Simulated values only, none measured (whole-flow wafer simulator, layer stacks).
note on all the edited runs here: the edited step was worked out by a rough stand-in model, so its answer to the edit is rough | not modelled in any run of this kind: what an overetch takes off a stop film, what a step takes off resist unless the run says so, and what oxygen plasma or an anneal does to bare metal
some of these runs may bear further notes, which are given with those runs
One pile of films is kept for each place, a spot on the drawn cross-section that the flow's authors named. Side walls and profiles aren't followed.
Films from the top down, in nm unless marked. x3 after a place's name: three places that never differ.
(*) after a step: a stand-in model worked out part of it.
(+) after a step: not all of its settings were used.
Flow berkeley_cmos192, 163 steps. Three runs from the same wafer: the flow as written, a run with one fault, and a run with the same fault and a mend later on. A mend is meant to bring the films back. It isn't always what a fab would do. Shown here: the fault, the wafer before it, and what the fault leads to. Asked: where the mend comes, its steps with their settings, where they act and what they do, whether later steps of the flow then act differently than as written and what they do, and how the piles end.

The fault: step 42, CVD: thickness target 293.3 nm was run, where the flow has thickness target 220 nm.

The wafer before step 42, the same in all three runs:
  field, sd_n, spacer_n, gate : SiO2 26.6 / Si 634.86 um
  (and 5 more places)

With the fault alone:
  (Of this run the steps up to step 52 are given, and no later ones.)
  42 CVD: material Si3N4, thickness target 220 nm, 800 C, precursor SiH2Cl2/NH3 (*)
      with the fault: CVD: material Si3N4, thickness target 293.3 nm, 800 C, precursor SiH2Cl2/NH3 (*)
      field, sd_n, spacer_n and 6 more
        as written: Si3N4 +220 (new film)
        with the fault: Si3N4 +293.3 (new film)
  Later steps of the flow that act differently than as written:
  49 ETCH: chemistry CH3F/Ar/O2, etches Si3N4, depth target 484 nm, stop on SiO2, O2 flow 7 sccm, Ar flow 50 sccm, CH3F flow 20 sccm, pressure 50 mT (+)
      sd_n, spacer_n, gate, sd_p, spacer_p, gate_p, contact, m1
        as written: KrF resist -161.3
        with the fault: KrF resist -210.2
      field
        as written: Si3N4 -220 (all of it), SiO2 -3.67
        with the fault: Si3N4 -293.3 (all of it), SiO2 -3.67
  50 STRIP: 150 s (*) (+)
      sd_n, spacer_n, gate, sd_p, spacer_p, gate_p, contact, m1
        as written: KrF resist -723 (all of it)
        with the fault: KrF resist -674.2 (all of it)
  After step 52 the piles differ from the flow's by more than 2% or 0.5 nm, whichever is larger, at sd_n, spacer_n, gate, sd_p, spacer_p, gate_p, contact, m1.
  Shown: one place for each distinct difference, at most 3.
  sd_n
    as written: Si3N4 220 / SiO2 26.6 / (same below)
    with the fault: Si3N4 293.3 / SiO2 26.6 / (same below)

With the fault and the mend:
  The mend comes after step 42.
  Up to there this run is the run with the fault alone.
  42a ETCH: chemistry h3po4, depth target 73.3 nm
      field, sd_n, spacer_n and 6 more
        Si3N4 -73.3
  No later step of the flow acts differently than as written at any place that is followed.
  At the end the piles are the same as the flow's at every place that both follow.
